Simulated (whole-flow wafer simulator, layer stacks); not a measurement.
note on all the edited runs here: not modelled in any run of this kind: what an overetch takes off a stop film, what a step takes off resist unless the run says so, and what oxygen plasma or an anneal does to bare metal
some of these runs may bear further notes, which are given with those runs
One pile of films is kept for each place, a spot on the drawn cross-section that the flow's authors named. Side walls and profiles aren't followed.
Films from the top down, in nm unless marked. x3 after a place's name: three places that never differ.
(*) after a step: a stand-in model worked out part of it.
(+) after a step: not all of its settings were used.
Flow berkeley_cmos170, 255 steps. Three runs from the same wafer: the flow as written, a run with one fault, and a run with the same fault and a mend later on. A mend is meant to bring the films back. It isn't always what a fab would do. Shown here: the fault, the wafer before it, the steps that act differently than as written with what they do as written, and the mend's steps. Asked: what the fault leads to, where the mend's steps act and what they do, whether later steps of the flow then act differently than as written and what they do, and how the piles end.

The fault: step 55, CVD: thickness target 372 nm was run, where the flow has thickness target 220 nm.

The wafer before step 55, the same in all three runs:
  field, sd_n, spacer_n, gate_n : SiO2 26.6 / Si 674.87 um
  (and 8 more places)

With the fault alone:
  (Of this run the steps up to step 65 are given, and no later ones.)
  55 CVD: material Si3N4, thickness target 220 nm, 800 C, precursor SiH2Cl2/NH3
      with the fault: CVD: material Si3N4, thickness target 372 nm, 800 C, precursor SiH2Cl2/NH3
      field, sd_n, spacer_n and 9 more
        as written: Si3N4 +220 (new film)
        with the fault: Si3N4 +372 (new film)
  Later steps of the flow that act differently than as written:
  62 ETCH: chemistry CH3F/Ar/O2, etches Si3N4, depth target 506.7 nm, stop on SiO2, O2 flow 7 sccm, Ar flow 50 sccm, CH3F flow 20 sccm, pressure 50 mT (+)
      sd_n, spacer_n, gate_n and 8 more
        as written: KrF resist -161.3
        with the fault: KrF resist -262.7
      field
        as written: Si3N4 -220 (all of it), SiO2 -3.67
        with the fault: Si3N4 -372 (all of it), SiO2 -3.67
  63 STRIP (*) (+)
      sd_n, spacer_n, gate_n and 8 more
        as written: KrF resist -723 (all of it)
        with the fault: KrF resist -621.7 (all of it)
  After step 65 the piles differ from the flow's by more than 2% or 0.5 nm, whichever is larger, at sd_n, spacer_n, gate_n and 8 more.
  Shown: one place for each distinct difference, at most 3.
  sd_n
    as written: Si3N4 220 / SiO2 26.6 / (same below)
    with the fault: Si3N4 372 / SiO2 26.6 / (same below)

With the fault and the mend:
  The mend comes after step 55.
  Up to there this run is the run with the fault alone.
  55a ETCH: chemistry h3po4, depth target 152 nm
      field, sd_n, spacer_n and 9 more
        Si3N4 -152
  No later step of the flow acts differently than as written at any place that is followed.
  At the end the piles are the same as the flow's at every place that both follow.
